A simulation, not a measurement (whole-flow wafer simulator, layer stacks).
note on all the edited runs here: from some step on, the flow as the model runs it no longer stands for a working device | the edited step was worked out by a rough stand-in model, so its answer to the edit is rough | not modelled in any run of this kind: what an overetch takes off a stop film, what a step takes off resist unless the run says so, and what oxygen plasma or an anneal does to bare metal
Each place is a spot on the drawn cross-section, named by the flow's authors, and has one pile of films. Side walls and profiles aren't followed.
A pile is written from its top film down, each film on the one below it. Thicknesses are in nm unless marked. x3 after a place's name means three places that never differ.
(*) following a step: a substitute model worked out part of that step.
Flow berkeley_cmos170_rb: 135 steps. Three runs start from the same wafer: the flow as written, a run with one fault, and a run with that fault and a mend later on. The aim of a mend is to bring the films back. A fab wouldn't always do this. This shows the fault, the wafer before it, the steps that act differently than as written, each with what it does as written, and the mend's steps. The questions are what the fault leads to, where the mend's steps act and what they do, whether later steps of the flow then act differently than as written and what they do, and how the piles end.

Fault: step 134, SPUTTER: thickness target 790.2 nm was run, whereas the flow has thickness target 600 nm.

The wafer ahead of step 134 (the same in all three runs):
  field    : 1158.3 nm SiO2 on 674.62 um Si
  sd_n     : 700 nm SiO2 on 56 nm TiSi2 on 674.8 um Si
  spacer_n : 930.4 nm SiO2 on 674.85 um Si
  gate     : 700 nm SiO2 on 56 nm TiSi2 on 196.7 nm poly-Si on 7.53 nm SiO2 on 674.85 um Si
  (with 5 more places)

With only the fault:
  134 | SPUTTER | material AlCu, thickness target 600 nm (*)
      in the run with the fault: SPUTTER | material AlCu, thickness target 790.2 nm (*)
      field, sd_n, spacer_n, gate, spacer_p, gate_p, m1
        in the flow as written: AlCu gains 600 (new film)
        in the run with the fault: AlCu gains 790.2 (new film)
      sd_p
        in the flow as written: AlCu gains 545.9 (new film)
        in the run with the fault: AlCu gains 728.6 (new film)
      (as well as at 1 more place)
  Every later step of the flow that is run acts as written at every place that is followed.
  By the end, the piles at field, sd_n, spacer_n and 6 more depart from the flow's by more than 2% or 0.5 nm, whichever is larger.
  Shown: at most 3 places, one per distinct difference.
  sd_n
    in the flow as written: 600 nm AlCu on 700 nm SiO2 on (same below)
    in the run with the fault: 790.2 nm AlCu on 700 nm SiO2 on (same below)
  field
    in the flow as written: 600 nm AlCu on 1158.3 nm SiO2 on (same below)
    in the run with the fault: 790.2 nm AlCu on 1158.3 nm SiO2 on (same below)
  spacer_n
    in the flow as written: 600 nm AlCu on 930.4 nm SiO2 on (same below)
    in the run with the fault: 790.2 nm AlCu on 930.4 nm SiO2 on (same below)

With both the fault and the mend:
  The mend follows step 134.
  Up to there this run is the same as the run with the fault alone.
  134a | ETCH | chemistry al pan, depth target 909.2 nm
      field, sd_n, spacer_n, gate, spacer_p, gate_p, m1
        AlCu loses 790.2 (all of it)
      sd_p
        AlCu loses 728.6 (all of it)
      contact
        AlCu loses 538.4 (all of it)
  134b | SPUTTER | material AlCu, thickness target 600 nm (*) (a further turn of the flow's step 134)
      field, sd_n, spacer_n, gate, spacer_p, gate_p, m1
        AlCu gains 600 (new film)
      sd_p
        AlCu gains 545.9 (new film)
      contact
        AlCu gains 415.1 (new film)
  Every later step of the flow that is run acts as written at every place that is followed.
  At every place that both follow, the piles at the end match the flow's.
